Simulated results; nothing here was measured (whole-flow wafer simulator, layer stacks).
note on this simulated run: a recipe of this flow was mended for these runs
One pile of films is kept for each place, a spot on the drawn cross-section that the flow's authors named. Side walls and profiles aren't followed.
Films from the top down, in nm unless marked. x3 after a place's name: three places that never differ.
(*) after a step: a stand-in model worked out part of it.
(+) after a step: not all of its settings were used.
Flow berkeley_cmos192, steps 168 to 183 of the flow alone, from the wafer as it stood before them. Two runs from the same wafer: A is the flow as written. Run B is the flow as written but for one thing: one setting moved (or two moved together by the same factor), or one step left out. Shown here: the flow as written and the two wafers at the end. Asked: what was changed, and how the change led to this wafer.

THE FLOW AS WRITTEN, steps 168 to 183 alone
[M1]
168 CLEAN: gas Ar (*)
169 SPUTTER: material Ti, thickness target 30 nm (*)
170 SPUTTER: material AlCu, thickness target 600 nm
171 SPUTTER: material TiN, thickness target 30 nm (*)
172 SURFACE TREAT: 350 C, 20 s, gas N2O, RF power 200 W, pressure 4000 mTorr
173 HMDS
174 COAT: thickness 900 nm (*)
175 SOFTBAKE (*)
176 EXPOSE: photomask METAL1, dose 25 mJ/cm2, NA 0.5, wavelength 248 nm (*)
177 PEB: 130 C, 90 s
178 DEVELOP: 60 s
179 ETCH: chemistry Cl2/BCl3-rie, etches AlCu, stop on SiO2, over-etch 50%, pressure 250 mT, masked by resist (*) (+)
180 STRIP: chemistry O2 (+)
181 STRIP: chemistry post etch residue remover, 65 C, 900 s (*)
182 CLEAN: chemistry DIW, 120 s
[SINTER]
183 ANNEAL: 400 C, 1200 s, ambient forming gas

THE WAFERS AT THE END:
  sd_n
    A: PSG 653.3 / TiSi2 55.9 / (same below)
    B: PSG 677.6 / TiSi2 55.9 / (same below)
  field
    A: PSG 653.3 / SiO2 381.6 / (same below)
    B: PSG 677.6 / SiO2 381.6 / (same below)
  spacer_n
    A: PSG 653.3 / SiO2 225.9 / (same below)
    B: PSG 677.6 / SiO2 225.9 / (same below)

The cause: step 179, ETCH: over-etch 20.6% was run, where the flow has over-etch 50%.

How the change led to this, step by step:
  179 ETCH: chemistry Cl2/BCl3-rie, etches AlCu, stop on SiO2, over-etch 50%, pressure 250 mT, masked by resist (*) (+)
      field, sd_n, spacer_n, gate, spacer_p, gate_p: A TiN -30 (all of it), AlCu -600 (all of it), Ti -30 (all of it), PSG -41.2 | B TiN -30 (all of it), AlCu -600 (all of it), Ti -30 (all of it), PSG -17
      contact, m1: A KrF-resist -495 | B KrF-resist -398
      (and at 1 more place)
  180 STRIP: chemistry O2 (+)
      contact: A KrF-resist -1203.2 (all of it) | B KrF-resist -1300.2 (all of it)
      m1: A KrF-resist -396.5 (all of it) | B KrF-resist -493.5 (all of it)
